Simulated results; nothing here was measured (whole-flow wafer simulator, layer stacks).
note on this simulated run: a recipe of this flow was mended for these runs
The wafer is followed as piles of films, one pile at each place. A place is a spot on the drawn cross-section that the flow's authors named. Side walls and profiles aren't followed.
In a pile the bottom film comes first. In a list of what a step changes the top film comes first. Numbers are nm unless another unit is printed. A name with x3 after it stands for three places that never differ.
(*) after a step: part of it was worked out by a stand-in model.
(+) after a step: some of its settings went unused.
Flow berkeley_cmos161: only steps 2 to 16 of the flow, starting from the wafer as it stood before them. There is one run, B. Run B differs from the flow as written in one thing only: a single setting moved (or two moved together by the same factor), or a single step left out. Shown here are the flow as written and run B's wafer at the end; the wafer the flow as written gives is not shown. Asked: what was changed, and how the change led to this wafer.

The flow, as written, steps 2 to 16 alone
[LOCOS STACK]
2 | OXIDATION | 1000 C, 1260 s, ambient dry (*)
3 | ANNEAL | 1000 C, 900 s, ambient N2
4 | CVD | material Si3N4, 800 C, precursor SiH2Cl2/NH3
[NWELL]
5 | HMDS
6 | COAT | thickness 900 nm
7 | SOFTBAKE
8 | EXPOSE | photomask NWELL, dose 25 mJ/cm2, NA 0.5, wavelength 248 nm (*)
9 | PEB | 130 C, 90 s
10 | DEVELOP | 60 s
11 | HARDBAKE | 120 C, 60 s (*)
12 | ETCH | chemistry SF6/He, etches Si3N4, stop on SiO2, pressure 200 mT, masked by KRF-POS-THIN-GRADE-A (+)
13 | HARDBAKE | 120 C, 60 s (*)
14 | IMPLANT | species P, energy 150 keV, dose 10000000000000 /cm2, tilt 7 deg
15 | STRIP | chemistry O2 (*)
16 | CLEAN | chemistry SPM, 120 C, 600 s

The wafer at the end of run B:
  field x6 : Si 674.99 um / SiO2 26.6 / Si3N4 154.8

The reason: step 4, CVD: 768 C was run, whereas the flow has 800 C.

The path from the change to this, step by step:
  4 | CVD | material Si3N4, 800 C, precursor SiH2Cl2/NH3
      field x6, sd_p x3: Si3N4 gains 154.8 (new film) (in the flow as written it would be: Si3N4 gains 229.8 (new film))
  12 | ETCH | chemistry SF6/He, etches Si3N4, stop on SiO2, pressure 200 mT, masked by KRF-POS-THIN-GRADE-A (+)
      field x6: KrF-resist loses 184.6 (in the flow as written it would be: KrF-resist loses 266.1)
      sd_p x3: Si3N4 loses 154.8 (all of it), SiO2 loses 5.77 (in the flow as written it would be: Si3N4 loses 229.8 (all of it), SiO2 loses 5.77)
  15 | STRIP | chemistry O2 (*)
      field x6: KrF-resist loses 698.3 (all of it) (in the flow as written it would be: KrF-resist loses 616.9 (all of it))
